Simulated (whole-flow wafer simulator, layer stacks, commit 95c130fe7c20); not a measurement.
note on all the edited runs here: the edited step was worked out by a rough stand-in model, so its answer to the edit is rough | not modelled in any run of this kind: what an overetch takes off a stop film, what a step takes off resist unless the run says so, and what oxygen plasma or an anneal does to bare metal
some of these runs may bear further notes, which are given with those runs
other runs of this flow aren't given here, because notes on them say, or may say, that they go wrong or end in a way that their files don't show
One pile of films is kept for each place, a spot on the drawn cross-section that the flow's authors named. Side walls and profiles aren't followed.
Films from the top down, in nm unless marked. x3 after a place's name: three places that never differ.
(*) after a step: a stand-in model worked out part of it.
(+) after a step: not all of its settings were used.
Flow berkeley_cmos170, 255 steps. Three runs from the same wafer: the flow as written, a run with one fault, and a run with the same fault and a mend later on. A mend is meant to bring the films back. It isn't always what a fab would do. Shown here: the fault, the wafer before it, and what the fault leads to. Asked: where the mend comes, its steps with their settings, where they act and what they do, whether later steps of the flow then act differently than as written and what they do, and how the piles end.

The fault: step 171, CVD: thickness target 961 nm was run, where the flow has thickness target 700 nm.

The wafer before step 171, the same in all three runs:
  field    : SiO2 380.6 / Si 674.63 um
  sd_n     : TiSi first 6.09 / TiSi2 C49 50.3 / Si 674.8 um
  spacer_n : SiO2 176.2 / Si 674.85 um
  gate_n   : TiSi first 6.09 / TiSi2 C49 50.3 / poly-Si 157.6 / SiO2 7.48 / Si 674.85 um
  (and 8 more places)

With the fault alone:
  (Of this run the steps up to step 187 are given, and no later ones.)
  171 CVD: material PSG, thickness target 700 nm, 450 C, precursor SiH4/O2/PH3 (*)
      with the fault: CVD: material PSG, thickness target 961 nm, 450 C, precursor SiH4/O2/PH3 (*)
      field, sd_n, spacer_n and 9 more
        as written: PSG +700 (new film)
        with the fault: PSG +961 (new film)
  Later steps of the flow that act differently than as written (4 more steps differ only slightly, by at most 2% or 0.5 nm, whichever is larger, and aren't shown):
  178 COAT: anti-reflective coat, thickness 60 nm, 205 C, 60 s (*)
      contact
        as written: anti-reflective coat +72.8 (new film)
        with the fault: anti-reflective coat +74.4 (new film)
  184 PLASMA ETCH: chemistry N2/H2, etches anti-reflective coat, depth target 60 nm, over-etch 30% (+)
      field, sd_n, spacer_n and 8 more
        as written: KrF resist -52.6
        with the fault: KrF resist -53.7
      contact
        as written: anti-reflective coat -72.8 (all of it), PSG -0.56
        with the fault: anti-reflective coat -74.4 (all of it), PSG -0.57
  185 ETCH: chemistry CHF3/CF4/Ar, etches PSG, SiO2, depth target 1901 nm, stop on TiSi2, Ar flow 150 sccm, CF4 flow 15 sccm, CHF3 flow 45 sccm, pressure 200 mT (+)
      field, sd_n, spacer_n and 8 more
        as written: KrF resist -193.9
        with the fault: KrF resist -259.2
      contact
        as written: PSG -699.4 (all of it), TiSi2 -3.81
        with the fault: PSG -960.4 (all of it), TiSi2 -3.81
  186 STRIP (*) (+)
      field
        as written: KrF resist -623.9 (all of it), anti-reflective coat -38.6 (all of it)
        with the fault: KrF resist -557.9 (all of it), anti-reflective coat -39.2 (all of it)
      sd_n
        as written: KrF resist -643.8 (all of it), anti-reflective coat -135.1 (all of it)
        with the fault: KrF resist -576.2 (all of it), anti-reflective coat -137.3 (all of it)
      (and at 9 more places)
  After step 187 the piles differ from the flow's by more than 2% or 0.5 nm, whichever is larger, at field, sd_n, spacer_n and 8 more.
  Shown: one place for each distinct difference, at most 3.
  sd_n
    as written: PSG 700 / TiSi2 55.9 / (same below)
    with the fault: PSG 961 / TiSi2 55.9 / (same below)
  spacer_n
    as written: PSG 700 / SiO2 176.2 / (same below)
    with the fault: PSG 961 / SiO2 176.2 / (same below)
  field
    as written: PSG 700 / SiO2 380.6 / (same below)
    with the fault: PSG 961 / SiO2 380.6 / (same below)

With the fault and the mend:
  The mend comes after step 171.
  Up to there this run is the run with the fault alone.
  171a ETCH: chemistry boe, depth target 261 nm
      field, sd_n, spacer_n and 9 more
        PSG -261
  No later step of the flow acts differently than as written, at any place that is followed, by more than 2% or 0.5 nm, whichever is larger.
  At the end the piles differ from the flow's only slightly at the places that both follow, by at most 2% or 0.5 nm, whichever is larger.
